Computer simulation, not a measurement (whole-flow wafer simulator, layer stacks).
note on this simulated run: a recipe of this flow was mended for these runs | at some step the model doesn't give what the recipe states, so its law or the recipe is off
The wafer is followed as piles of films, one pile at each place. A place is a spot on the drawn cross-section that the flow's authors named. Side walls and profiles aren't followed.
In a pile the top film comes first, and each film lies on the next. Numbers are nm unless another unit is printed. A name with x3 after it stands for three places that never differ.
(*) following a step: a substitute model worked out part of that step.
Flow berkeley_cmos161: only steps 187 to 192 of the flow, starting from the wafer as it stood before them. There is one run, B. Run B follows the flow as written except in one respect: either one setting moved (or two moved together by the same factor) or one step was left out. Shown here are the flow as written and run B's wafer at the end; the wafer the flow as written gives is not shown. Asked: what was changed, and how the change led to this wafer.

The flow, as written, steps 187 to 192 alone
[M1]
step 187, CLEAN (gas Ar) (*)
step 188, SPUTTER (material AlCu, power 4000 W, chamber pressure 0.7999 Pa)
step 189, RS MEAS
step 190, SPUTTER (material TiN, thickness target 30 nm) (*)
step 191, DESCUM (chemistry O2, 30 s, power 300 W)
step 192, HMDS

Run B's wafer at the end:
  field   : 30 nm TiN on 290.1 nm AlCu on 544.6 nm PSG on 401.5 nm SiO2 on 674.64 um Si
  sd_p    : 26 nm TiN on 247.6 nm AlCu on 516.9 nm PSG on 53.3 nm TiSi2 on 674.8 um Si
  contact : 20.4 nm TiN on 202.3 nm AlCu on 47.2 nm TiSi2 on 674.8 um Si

What caused this: step 188, SPUTTER: power 4213 W was run, though the flow has power 4000 W.

How this came from the change, step by step:
  step 188, SPUTTER (material AlCu, power 4000 W, chamber pressure 0.7999 Pa)
      field, sd_n, spacer_n, gate_n, spacer_p, gate_p, m1: +290.1 AlCu (new film) (in the flow as written it would be: +275.8 AlCu (new film))
      sd_p: +247.6 AlCu (new film) (in the flow as written it would be: +235.4 AlCu (new film))
      (also at 1 further place)
